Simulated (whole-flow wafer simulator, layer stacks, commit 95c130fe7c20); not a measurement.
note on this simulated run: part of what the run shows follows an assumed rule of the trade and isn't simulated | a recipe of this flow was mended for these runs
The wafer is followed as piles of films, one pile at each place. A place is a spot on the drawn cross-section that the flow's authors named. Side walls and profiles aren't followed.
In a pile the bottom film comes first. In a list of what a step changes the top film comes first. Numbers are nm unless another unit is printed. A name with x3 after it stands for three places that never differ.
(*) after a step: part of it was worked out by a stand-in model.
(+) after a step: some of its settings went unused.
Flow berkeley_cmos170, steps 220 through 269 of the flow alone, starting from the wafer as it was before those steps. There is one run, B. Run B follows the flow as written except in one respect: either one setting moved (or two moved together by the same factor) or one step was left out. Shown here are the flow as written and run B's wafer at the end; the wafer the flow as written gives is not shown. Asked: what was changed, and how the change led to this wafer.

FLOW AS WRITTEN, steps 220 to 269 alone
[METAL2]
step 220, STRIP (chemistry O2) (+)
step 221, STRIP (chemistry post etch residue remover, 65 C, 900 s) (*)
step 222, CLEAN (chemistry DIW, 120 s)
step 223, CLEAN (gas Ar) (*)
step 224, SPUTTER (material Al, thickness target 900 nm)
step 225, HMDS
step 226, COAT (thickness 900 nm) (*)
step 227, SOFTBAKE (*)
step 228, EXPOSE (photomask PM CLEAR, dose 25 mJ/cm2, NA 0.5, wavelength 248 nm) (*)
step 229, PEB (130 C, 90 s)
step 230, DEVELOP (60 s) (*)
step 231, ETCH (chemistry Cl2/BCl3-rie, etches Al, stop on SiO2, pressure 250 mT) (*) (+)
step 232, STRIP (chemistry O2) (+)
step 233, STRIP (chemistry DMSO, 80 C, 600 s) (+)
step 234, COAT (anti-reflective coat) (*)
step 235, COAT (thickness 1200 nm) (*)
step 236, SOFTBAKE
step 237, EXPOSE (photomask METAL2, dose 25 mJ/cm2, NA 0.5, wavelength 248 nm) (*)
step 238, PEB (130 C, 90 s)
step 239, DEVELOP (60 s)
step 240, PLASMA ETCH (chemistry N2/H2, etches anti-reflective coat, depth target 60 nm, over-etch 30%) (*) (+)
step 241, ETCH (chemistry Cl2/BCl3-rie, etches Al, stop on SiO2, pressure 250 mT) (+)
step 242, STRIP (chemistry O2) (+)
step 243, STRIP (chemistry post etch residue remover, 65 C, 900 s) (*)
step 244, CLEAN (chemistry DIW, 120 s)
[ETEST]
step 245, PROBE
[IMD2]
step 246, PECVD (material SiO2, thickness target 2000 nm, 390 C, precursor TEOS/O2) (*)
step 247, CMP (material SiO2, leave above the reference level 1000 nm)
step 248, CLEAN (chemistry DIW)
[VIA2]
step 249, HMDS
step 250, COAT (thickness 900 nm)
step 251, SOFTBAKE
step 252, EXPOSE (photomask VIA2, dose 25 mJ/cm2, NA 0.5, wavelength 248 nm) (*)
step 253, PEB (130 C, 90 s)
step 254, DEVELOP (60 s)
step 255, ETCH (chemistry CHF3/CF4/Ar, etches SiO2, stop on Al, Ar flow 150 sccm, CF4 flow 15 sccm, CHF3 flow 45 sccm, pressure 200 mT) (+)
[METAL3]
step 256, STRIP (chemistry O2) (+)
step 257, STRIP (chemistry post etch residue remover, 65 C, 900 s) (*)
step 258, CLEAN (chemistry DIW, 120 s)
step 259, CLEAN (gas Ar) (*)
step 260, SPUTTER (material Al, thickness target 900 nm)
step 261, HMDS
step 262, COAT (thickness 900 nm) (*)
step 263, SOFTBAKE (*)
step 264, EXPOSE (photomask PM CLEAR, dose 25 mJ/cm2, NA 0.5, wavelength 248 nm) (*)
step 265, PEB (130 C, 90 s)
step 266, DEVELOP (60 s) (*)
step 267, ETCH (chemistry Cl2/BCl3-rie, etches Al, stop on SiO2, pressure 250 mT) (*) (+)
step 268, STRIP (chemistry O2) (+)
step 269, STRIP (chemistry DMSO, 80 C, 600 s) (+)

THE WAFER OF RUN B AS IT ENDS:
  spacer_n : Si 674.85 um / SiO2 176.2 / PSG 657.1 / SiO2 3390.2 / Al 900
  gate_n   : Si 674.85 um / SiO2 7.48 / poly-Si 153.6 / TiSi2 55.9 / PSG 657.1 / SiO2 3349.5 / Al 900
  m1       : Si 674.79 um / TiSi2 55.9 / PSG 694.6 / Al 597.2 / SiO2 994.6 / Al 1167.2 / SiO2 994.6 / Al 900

The reason: step 224, SPUTTER: thickness target 1170 nm was run, whereas the flow has thickness target 900 nm.

How this came from the change, step by step:
  step 224, SPUTTER (material Al, thickness target 900 nm)
      field, mark, sd_n and 9 more: +1170 Al (new film) (it would be, as written: +900 Al (new film))
      via1: +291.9 Al (it would be, as written: +259.4 Al)
  step 226, COAT (thickness 900 nm) (*)
      via1: +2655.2 KrF-resist (new film) (it would be, as written: +2428.6 KrF-resist (new film))
  step 229, PEB (130 C, 90 s)
      via1: -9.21 KrF-resist (it would be, as written: -7.55 KrF-resist)
  step 231, ETCH (chemistry Cl2/BCl3-rie, etches Al, stop on SiO2, pressure 250 mT) (*) (+)
      field, sd_n, spacer_n and 9 more: -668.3 KrF-resist (it would be, as written: -533.3 KrF-resist)
      mark: -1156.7 Al (all of it), -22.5 SiO2 (it would be, as written: -886.7 Al (all of it), -22.5 SiO2)
  step 232, STRIP (chemistry O2) (+)
      field, gate_n: -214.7 KrF-resist (all of it) (it would be, as written: -349.7 KrF-resist (all of it))
      spacer_p, gate_p: -214.4 KrF-resist (all of it) (it would be, as written: -349.4 KrF-resist (all of it))
      (and at 8 other places as well)
  step 234, COAT (anti-reflective coat) (*)
      via1: +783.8 anti-reflective coat (new film) (it would be, as written: +671.1 anti-reflective coat (new film))
  step 235, COAT (thickness 1200 nm) (*)
      m1: +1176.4 KrF-resist (new film) (it would be, as written: +1209.1 KrF-resist (new film))
      via1: +2270.4 KrF-resist (new film) (it would be, as written: +2189 KrF-resist (new film))
  step 238, PEB (130 C, 90 s)
      via1: -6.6 KrF-resist (it would be, as written: -6.08 KrF-resist)
  step 241, ETCH (chemistry Cl2/BCl3-rie, etches Al, stop on SiO2, pressure 250 mT) (+)
      field, sd_n, spacer_n, gate_n, sd_p, spacer_p, gate_p: -1170 Al (all of it), -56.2 SiO2 (it would be, as written: -900 Al (all of it), -56.2 SiO2)
      contact, m1, via1, m2, via2: -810 KrF-resist (it would be, as written: -675 KrF-resist)
      (and at 1 other place as well)
  step 242, STRIP (chemistry O2) (+)
      contact: -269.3 KrF-resist (all of it), -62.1 anti-reflective coat (all of it) (it would be, as written: -412 KrF-resist (all of it), -62.1 anti-reflective coat (all of it))
      m1: -265.6 KrF-resist (all of it), -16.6 anti-reflective coat (all of it) (it would be, as written: -433.1 KrF-resist (all of it), -16.6 anti-reflective coat (all of it))
      (and at 3 other places as well)
  step 246, PECVD (material SiO2, thickness target 2000 nm, 390 C, precursor TEOS/O2) (*)
      via1: +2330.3 SiO2 (new film), +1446 void (new film), +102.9 SiO2 (new film) (it would be, as written: +3103.6 SiO2 (new film), +387 void (new film), +151 SiO2 (new film))
  step 247, CMP (material SiO2, leave above the reference level 1000 nm)
      field, sd_n, spacer_n, gate_n, sd_p, spacer_p, gate_p: nothing (it would be, as written: -46.6 SiO2)
  step 250, COAT (thickness 900 nm)
      sd_n: +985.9 KrF-resist (new film) (it would be, as written: +900 KrF-resist (new film))
      contact: +813 KrF-resist (new film) (it would be, as written: +900 KrF-resist (new film))
      (and at 4 other places as well)
  step 254, DEVELOP (60 s)
      via2: -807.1 KrF-resist (all of it) (it would be, as written: -898 KrF-resist (all of it))
  step 256, STRIP (chemistry O2) (+)
      sd_n: -693.3 KrF-resist (all of it) (it would be, as written: -607.6 KrF-resist (all of it))
      contact: -520.9 KrF-resist (all of it) (it would be, as written: -607.6 KrF-resist (all of it))
      (and at 3 other places as well)
  step 262, COAT (thickness 900 nm) (*)
      sd_n: +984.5 KrF-resist (new film) (it would be, as written: +899.3 KrF-resist (new film))
      contact: +806.1 KrF-resist (new film) (it would be, as written: +898.4 KrF-resist (new film))
      (and at 4 other places as well)
  ... 1 other step ...
  step 268, STRIP (chemistry O2) (+)
      sd_n: -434 KrF-resist (all of it) (it would be, as written: -349 KrF-resist (all of it))
      spacer_p: -357.5 KrF-resist (all of it) (it would be, as written: -349.6 KrF-resist (all of it))
      (and at 6 other places as well)
